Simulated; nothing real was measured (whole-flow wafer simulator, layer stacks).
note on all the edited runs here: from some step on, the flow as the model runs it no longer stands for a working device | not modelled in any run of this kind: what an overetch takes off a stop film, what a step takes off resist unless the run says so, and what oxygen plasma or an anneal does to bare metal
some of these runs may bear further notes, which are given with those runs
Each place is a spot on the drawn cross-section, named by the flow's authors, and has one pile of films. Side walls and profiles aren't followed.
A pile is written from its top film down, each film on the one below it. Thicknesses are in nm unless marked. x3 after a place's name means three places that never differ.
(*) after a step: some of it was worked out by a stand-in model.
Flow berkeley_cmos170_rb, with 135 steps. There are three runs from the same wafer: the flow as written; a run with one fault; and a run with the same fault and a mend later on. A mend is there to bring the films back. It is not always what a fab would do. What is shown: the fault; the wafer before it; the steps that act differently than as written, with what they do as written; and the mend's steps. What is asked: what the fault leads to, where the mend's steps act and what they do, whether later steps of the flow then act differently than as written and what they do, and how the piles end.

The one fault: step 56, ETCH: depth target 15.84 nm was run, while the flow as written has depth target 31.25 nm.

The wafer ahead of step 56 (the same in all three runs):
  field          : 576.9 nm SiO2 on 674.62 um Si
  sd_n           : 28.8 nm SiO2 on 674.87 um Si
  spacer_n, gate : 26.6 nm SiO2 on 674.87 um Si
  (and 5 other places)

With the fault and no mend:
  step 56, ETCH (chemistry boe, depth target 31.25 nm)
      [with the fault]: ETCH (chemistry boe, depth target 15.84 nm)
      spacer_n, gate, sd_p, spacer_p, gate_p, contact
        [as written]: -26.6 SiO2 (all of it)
        [with the fault]: -15.8 SiO2
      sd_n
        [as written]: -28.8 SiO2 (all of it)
        [with the fault]: -15.8 SiO2
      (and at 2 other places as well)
  Steps later in the flow that act otherwise than as written (31 other steps are not shown; they differ only slightly, by no more than 2% or 0.5 nm, whichever is larger):
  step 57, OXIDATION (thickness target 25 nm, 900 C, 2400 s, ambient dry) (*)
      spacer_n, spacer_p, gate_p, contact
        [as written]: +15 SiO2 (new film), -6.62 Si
        [with the fault]: +11.9 SiO2, -5.24 Si
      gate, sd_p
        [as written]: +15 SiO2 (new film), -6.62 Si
        [with the fault]: +11.9 SiO2, -5.23 Si
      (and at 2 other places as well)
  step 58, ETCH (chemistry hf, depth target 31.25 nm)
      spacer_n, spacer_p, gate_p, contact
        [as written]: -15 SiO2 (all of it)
        [with the fault]: -22.6 SiO2 (all of it)
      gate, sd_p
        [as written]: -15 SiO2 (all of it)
        [with the fault]: -22.7 SiO2 (all of it)
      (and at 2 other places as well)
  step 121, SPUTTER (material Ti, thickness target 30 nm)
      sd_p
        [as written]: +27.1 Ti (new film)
        [with the fault]: +25.4 Ti (new film)
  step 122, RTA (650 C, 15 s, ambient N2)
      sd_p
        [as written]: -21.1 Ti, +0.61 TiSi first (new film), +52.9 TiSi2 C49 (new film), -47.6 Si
        [with the fault]: -19.8 Ti, +50.3 TiSi2 C49 (new film), -44.9 Si
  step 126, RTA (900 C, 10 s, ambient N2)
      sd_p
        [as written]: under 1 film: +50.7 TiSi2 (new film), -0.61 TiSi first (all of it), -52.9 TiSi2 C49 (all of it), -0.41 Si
        [with the fault]: under 1 film: +47.4 TiSi2 (new film), -50.3 TiSi2 C49 (all of it)
  By the end, the piles at sd_p depart from the flow's by more than 2% or 0.5 nm, whichever is larger.
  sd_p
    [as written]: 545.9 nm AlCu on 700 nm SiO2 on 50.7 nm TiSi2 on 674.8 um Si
    [with the fault]: 541.4 nm AlCu on 700 nm SiO2 on 47.4 nm TiSi2 on 674.81 um Si

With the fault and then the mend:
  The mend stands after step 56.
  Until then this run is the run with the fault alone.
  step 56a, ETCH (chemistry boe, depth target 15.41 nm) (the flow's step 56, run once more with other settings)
      spacer_n, spacer_p, gate_p, contact
        -10.7 SiO2 (all of it)
      gate, sd_p
        -10.8 SiO2 (all of it)
      field
        -15.4 SiO2
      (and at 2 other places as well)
  Later steps of the flow that are run all act as written at every place that is followed, up to a difference of at most 2% or 0.5 nm, whichever is larger.
  At every place that both follow, the piles at the end match the flow's.
